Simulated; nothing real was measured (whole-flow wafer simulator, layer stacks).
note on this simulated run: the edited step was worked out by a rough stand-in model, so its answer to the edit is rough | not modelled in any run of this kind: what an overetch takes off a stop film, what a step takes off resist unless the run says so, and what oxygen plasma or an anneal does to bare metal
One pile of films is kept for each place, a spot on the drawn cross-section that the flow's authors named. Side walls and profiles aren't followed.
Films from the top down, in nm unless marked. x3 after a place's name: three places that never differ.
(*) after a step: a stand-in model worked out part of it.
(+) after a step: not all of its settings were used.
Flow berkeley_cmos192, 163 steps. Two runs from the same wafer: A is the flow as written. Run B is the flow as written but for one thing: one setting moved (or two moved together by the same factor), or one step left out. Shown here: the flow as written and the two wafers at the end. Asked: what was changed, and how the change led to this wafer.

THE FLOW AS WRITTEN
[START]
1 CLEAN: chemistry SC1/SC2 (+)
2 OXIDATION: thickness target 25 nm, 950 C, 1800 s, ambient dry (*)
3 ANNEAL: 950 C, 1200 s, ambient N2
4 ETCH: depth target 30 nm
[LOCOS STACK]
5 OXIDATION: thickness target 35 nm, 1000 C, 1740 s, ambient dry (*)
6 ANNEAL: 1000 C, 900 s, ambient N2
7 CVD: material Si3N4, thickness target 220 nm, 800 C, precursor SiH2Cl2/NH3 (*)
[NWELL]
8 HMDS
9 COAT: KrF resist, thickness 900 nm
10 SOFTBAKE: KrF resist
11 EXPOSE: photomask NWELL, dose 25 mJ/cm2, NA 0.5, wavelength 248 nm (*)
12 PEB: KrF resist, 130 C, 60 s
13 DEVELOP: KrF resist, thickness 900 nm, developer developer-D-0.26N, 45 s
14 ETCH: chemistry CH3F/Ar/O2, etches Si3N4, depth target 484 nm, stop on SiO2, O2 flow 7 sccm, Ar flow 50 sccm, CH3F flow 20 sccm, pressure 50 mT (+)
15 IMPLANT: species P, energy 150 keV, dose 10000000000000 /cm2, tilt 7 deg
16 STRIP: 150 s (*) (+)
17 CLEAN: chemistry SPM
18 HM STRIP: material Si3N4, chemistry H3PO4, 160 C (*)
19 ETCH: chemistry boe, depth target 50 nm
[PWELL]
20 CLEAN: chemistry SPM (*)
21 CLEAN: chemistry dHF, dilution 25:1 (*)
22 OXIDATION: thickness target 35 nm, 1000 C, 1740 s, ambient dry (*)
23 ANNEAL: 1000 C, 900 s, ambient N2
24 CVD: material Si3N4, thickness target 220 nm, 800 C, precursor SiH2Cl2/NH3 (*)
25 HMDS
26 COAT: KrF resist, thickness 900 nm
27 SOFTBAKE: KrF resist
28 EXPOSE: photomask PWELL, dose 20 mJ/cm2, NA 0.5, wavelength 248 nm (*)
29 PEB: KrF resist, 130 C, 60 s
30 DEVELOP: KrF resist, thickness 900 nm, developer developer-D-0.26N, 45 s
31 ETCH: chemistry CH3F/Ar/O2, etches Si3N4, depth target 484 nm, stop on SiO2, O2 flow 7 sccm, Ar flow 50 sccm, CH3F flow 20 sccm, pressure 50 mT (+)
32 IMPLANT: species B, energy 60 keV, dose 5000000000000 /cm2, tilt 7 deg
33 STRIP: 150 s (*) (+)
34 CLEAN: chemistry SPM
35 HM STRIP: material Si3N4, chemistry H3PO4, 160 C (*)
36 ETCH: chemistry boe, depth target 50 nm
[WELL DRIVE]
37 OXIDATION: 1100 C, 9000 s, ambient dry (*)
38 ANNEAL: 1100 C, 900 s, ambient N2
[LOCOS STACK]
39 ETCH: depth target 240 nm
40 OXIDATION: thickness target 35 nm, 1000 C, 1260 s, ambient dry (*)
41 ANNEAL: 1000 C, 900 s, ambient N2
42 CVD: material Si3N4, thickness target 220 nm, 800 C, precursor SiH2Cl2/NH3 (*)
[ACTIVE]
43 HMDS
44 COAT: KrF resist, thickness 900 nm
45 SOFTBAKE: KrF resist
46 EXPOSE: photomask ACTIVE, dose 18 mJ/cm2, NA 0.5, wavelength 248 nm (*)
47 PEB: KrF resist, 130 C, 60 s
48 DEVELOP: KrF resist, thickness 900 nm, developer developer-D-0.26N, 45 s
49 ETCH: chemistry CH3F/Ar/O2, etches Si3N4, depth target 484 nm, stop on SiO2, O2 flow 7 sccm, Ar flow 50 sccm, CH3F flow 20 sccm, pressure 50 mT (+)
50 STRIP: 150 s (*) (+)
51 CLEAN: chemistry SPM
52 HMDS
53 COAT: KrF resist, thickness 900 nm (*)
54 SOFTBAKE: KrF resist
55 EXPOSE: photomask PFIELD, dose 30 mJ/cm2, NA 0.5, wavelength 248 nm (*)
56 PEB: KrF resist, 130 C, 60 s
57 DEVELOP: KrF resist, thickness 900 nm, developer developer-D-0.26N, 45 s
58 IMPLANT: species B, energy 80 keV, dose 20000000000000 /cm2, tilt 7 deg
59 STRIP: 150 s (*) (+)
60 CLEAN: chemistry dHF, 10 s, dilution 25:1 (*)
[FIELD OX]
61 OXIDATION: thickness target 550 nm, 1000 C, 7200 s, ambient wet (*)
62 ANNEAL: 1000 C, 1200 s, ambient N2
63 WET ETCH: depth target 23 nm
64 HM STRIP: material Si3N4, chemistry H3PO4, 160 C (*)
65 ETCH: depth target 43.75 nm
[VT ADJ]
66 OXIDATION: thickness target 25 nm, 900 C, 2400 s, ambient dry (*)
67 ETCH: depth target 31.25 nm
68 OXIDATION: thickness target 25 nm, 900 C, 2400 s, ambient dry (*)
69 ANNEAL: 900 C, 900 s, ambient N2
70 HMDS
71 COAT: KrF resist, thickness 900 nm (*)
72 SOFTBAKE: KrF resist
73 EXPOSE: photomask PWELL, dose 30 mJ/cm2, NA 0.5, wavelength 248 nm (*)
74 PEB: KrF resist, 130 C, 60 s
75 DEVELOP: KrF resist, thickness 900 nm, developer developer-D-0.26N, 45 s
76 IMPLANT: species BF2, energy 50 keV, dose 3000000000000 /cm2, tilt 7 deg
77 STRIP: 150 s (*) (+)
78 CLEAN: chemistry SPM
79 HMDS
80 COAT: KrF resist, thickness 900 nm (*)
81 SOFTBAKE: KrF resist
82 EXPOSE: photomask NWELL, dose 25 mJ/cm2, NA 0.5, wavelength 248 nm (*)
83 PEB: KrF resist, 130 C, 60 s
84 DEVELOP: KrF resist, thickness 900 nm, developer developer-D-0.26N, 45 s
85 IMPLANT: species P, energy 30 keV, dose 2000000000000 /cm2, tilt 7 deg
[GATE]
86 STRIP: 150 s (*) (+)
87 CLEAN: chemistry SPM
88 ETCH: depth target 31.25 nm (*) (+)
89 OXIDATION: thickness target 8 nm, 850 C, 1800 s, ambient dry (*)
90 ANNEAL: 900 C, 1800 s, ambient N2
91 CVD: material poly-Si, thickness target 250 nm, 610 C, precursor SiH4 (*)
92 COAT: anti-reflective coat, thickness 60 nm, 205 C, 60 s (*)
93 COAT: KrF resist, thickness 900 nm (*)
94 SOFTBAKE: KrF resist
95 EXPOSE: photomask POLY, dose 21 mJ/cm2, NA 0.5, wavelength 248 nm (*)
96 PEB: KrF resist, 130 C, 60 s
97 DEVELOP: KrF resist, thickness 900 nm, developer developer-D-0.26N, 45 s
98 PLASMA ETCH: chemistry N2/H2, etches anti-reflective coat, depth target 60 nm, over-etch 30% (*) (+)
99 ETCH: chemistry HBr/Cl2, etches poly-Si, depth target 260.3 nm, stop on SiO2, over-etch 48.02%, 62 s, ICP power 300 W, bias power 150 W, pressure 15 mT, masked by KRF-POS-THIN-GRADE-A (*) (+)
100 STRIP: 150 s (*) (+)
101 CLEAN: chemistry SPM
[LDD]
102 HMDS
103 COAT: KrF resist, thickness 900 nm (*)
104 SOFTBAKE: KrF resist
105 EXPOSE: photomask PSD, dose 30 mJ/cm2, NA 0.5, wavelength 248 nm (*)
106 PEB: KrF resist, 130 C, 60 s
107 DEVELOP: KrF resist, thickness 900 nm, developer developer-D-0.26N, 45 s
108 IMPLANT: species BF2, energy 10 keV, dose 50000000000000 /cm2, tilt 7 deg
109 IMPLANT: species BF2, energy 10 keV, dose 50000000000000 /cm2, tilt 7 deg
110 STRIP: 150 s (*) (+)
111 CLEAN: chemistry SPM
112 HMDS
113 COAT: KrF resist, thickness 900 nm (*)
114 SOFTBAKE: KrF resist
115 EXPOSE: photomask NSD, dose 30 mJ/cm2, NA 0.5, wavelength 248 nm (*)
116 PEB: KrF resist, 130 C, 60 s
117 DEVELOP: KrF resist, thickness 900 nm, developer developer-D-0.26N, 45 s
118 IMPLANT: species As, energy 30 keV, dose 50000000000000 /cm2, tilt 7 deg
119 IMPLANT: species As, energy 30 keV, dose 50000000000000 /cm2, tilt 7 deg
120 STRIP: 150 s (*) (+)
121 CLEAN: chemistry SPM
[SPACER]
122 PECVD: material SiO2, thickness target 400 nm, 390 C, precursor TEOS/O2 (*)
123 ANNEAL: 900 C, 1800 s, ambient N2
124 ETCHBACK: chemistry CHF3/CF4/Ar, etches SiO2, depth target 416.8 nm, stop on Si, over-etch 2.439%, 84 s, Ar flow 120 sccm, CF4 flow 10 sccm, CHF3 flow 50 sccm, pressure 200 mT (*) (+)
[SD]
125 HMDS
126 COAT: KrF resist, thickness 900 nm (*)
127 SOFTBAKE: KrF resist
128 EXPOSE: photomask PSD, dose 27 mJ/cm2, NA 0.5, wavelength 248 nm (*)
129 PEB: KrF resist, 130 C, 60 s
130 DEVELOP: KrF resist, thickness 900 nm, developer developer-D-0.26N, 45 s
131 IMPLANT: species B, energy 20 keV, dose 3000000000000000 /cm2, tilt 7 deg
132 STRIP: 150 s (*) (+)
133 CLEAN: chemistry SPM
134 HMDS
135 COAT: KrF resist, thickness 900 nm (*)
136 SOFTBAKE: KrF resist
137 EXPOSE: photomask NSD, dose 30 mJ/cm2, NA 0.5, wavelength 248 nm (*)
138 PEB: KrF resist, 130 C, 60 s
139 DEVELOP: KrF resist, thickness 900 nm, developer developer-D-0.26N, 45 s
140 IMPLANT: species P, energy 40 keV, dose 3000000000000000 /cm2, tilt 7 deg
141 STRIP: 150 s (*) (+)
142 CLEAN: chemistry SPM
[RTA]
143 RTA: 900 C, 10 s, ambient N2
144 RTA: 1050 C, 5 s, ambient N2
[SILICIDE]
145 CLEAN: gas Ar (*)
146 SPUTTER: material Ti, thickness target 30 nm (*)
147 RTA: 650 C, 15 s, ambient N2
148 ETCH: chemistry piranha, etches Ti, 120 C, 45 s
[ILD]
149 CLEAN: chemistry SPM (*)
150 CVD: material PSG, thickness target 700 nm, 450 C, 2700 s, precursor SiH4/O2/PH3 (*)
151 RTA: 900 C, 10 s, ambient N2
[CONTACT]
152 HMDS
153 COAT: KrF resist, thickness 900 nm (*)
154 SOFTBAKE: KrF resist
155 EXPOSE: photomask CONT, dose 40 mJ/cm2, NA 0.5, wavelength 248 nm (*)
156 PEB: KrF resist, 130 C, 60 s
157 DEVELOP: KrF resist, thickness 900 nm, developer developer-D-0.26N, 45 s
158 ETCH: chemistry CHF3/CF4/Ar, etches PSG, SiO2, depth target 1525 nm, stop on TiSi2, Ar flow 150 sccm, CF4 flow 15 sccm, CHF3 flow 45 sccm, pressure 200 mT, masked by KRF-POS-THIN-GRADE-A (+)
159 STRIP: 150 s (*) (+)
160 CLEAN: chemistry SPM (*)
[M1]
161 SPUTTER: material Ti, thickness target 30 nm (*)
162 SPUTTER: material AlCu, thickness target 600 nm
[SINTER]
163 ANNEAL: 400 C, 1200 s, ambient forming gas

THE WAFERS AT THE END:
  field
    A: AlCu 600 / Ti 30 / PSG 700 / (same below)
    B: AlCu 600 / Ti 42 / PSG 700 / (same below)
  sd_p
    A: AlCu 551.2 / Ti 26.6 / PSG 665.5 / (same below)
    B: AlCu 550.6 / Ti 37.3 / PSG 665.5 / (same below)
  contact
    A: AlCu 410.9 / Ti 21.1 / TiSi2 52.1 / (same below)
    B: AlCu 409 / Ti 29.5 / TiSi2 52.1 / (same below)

The cause: step 161, SPUTTER: thickness target 42 nm was run, where the flow has thickness target 30 nm.
It can be read off the wafer: field has Ti 42, and step 161 as written asks for 30 nm.

How the change led to this, step by step:
  161 SPUTTER: material Ti, thickness target 30 nm (*)
      field, sd_n, spacer_n, gate, spacer_p, gate_p, m1: A Ti +30 (new film) | B Ti +42 (new film)
      sd_p: A Ti +26.6 (new film) | B Ti +37.3 (new film)
      (and at 1 more place)
